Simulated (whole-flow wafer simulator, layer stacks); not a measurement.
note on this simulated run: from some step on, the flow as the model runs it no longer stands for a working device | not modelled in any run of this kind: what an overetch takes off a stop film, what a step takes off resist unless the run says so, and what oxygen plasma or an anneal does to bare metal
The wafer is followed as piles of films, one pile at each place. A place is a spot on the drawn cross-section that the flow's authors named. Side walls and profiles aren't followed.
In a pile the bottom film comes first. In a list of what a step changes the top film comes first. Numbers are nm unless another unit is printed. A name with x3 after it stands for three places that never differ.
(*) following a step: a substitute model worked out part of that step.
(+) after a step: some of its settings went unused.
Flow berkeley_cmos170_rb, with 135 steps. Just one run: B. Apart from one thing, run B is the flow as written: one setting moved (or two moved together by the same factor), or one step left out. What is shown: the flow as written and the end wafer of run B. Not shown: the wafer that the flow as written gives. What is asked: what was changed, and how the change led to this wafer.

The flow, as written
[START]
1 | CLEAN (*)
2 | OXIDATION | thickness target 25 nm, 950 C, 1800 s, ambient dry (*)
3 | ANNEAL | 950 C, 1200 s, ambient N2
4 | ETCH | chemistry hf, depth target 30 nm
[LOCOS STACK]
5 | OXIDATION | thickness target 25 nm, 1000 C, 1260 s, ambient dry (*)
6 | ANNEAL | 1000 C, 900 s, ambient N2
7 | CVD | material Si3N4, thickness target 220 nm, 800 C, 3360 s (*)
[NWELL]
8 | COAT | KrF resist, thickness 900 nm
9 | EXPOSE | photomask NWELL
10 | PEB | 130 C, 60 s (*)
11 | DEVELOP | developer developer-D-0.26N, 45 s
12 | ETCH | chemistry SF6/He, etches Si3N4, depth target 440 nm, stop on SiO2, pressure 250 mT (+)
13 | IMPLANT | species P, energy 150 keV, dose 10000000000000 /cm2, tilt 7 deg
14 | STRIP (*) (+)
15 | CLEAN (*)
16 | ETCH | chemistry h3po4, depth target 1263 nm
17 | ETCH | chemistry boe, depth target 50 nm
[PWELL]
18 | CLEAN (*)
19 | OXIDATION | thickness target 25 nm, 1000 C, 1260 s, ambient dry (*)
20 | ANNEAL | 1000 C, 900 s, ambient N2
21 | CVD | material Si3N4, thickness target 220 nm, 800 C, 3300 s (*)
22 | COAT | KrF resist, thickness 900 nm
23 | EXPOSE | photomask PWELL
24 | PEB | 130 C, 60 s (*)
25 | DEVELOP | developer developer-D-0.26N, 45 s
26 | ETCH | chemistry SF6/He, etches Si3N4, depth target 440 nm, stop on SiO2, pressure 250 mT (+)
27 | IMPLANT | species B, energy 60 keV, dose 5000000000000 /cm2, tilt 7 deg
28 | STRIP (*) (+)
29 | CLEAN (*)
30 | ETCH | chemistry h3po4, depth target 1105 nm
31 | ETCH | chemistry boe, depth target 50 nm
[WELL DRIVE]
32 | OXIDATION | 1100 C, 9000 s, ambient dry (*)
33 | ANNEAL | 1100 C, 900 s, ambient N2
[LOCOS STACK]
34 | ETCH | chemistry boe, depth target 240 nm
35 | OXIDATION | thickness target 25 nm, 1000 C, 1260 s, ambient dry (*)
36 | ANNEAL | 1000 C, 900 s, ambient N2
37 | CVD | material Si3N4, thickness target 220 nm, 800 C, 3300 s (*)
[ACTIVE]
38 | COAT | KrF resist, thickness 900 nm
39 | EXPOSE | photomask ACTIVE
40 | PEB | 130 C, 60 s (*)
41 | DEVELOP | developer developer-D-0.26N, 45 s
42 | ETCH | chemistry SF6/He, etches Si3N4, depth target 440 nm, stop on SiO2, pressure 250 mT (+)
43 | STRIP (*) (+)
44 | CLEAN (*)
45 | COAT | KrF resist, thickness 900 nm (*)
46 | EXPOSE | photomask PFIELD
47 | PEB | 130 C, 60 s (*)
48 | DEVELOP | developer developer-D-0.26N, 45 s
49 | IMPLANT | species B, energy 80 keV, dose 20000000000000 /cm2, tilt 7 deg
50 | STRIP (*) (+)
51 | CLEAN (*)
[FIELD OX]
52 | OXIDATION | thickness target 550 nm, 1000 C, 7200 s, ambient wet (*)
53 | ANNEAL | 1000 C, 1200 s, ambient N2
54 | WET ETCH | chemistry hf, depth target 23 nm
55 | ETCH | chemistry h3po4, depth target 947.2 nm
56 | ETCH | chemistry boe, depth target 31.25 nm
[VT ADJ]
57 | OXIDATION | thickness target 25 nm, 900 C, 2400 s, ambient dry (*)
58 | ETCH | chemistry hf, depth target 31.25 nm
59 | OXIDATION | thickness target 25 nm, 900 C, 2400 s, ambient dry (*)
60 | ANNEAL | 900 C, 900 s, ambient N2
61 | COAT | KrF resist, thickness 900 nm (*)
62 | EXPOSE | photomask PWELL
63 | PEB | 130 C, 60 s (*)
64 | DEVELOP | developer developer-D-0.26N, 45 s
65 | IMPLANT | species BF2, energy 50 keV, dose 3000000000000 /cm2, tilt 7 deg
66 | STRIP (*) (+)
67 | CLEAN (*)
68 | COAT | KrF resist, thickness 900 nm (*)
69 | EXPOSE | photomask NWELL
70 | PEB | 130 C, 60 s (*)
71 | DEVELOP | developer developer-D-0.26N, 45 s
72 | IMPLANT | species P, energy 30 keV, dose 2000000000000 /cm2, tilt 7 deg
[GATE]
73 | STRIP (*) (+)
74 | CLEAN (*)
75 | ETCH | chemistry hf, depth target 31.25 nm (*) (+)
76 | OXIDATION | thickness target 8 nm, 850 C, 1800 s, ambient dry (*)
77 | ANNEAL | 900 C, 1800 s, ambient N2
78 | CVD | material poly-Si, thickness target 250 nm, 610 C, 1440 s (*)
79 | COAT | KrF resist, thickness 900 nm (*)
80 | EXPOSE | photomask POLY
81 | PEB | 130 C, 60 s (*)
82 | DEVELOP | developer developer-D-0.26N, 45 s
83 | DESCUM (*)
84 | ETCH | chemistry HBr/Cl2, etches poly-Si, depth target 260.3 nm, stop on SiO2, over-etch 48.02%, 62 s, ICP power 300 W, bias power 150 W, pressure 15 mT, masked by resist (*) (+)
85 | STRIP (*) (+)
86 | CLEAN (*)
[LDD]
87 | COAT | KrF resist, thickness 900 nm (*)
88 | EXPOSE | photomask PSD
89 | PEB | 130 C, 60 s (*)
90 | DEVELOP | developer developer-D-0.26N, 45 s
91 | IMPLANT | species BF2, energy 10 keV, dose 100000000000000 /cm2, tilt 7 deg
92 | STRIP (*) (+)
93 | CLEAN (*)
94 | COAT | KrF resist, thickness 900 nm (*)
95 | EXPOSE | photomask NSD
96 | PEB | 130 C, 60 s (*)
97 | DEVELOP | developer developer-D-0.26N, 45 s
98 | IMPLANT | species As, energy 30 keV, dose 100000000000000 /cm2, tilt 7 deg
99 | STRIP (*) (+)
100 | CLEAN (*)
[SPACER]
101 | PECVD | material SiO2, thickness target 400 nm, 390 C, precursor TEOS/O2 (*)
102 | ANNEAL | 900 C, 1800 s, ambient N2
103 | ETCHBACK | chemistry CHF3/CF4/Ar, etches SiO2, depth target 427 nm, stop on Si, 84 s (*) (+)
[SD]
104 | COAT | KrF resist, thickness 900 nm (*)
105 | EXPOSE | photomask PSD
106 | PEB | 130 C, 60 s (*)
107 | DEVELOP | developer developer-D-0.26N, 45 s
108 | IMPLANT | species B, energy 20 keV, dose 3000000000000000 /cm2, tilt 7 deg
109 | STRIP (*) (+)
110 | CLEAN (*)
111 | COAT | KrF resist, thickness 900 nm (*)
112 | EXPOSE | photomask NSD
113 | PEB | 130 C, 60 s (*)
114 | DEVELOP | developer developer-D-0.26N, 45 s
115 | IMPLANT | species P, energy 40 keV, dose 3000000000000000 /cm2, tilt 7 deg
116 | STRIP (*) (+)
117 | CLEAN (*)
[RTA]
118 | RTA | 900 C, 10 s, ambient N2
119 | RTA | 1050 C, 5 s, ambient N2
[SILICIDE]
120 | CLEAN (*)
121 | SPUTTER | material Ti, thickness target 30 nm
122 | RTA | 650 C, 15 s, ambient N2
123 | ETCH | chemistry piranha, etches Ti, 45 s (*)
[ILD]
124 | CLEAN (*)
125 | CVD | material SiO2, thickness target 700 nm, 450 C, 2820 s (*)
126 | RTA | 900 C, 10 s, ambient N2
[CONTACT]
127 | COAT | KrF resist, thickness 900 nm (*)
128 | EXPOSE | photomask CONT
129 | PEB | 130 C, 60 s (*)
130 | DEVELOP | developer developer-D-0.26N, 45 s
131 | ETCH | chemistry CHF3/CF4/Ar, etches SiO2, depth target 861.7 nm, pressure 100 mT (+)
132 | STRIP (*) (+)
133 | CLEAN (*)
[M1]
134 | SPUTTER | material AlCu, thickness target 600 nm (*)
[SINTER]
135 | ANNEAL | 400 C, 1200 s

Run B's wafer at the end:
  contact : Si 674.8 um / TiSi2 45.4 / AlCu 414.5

Cause: step 131, ETCH: depth target 913.4 nm was run, whereas the flow has depth target 861.7 nm.

How this came from the change, step by step:
  131 | ETCH | chemistry CHF3/CF4/Ar, etches SiO2, depth target 861.7 nm, pressure 100 mT (+)
      field, sd_n, spacer_n, gate, sd_p, spacer_p, gate_p, m1: KrF resist loses 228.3 (it would be, as written: KrF resist loses 215.4)
      contact: SiO2 loses 700 (all of it), TiSi2 loses 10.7 (it would be, as written: SiO2 loses 700 (all of it), TiSi2 loses 8.08)
  132 | STRIP (*) (+)
      field: KrF resist loses 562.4 (all of it) (it would be, as written: KrF resist loses 575.3 (all of it))
      spacer_n: KrF resist loses 577.3 (all of it) (it would be, as written: KrF resist loses 590.2 (all of it))
      (as well as at 3 more places)
